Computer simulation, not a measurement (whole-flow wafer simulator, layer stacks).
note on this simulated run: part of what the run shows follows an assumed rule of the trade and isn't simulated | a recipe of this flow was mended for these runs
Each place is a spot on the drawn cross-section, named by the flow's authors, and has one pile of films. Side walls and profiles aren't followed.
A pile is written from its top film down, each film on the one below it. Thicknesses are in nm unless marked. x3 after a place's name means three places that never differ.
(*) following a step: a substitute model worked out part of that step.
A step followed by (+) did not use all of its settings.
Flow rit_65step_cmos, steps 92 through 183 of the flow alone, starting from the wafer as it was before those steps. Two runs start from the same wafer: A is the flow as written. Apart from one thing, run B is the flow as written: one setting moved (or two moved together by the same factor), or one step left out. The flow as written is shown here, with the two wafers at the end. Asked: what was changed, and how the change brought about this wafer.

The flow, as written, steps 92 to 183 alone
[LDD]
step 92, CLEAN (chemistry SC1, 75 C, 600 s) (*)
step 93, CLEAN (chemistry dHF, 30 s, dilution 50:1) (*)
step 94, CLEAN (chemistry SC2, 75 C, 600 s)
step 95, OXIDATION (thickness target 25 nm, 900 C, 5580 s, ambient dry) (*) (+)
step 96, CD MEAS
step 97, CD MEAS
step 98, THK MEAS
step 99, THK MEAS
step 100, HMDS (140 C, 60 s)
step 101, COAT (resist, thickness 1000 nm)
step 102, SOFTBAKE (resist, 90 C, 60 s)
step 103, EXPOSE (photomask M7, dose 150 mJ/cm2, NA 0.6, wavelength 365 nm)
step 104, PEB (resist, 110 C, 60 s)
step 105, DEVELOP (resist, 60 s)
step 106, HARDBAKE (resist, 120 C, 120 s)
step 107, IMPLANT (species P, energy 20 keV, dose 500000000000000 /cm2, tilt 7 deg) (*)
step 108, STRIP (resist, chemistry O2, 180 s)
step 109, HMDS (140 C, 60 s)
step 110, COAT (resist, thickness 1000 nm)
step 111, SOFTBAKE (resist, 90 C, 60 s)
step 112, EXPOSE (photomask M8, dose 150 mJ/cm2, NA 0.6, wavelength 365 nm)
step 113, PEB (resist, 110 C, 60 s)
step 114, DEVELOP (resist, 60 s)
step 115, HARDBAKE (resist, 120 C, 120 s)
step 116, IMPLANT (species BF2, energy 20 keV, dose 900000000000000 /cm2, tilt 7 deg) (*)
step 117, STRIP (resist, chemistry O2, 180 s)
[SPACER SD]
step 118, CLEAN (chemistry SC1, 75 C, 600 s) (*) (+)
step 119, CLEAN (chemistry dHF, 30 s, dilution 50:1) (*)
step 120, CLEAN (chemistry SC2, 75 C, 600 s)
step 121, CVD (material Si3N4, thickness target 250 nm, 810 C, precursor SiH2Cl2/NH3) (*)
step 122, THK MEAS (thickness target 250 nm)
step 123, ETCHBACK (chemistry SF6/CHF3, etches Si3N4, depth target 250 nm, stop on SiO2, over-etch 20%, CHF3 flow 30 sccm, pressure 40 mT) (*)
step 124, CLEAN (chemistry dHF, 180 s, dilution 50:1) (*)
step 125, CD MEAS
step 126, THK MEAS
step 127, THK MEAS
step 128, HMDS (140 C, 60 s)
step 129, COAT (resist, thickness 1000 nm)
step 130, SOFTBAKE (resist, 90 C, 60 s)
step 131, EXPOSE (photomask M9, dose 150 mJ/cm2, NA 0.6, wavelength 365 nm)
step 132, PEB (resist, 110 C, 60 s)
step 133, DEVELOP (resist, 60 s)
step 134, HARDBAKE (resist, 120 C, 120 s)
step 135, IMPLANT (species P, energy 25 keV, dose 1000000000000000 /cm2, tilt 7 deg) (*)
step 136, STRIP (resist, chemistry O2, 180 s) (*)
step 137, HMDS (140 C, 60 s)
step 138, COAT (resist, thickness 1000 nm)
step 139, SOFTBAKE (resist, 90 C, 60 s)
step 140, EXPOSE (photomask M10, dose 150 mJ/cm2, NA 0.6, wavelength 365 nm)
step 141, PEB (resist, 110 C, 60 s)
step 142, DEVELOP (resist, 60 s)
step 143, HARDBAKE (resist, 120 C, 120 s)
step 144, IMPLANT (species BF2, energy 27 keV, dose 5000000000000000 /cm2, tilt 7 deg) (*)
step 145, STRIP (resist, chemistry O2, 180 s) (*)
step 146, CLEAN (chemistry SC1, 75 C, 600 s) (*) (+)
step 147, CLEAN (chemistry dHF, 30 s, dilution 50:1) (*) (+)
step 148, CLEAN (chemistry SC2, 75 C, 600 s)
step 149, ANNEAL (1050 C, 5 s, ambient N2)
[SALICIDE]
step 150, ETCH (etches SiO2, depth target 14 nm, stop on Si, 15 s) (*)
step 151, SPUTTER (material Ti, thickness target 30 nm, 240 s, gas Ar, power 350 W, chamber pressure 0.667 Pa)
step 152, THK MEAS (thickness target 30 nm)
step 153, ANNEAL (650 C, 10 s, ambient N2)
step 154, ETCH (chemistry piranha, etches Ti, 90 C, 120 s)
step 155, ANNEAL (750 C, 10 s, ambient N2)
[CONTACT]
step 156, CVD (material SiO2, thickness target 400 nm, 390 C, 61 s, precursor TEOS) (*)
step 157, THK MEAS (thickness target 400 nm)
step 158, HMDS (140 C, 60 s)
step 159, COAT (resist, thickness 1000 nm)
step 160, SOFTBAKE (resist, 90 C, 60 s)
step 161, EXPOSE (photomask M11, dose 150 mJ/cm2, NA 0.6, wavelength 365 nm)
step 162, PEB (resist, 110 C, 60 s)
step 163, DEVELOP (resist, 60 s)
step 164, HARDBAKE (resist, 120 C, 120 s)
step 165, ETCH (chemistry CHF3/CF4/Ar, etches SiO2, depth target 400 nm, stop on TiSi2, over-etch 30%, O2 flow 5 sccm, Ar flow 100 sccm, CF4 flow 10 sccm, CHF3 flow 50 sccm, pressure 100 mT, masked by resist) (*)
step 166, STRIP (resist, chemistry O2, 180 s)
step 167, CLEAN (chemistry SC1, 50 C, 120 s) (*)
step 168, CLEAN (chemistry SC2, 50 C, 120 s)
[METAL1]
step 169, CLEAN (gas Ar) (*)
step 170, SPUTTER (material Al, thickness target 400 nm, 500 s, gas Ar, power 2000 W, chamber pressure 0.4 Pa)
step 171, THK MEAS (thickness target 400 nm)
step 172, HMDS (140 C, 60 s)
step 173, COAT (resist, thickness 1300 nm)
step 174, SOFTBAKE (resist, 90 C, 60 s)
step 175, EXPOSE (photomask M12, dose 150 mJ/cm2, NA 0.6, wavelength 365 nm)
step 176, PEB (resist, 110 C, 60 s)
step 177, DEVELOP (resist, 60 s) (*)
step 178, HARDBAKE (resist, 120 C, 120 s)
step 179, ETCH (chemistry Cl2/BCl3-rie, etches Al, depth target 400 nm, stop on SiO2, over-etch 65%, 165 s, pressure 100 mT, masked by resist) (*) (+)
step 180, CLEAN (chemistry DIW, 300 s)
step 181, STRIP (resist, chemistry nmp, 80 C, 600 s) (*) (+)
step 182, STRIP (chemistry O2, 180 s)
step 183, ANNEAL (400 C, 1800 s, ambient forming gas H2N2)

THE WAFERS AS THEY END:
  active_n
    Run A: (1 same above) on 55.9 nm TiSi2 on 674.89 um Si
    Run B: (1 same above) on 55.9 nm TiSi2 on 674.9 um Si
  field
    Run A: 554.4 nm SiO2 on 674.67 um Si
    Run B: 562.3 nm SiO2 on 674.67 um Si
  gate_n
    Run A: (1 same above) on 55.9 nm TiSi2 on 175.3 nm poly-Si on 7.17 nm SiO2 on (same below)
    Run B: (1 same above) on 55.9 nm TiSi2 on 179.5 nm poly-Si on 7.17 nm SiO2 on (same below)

The reason: step 107, IMPLANT: species P, energy 20 keV, dose 500000000000000 /cm2, tilt 7 deg (*), was omitted.

The path from the change to this, step by step:
  step 119, CLEAN (chemistry dHF, 30 s, dilution 50:1) (*)
      field, active_n, gate_n, spacer, sd_n, contact, m1: A SiO2 loses 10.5 | B SiO2 loses 2.78
  step 124, CLEAN (chemistry dHF, 180 s, dilution 50:1) (*)
      active_n, sd_n, contact, m1: A SiO2 loses 12.5 (all of it) | B SiO2 loses 16.7
      gate_n: A SiO2 loses 14.9 (all of it) | B SiO2 loses 16.7
  step 136, STRIP (resist, chemistry O2, 180 s) (*)
      active_n, sd_n, contact, m1: A chemical SiO2 gains 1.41 (new film), Si loses 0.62 | B nothing
      gate_n: A chemical SiO2 gains 1.41 (new film), poly-Si loses 0.62 | B nothing
  step 146, CLEAN (chemistry SC1, 75 C, 600 s) (*) (+)
      active_n, sd_n, contact, m1: A chemical SiO2 loses 1.02, Si loses 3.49 | B SiO2 loses 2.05
      gate_n: A chemical SiO2 loses 1.02, poly-Si loses 3.49 | B SiO2 loses 2.05
  step 147, CLEAN (chemistry dHF, 30 s, dilution 50:1) (*) (+)
      active_n, sd_n, contact, m1: A chemical SiO2 loses 0.6 (all of it) | B SiO2 loses 1.56 (all of it)
      gate_n: A chemical SiO2 loses 0.6 (all of it) | B SiO2 loses 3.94 (all of it)
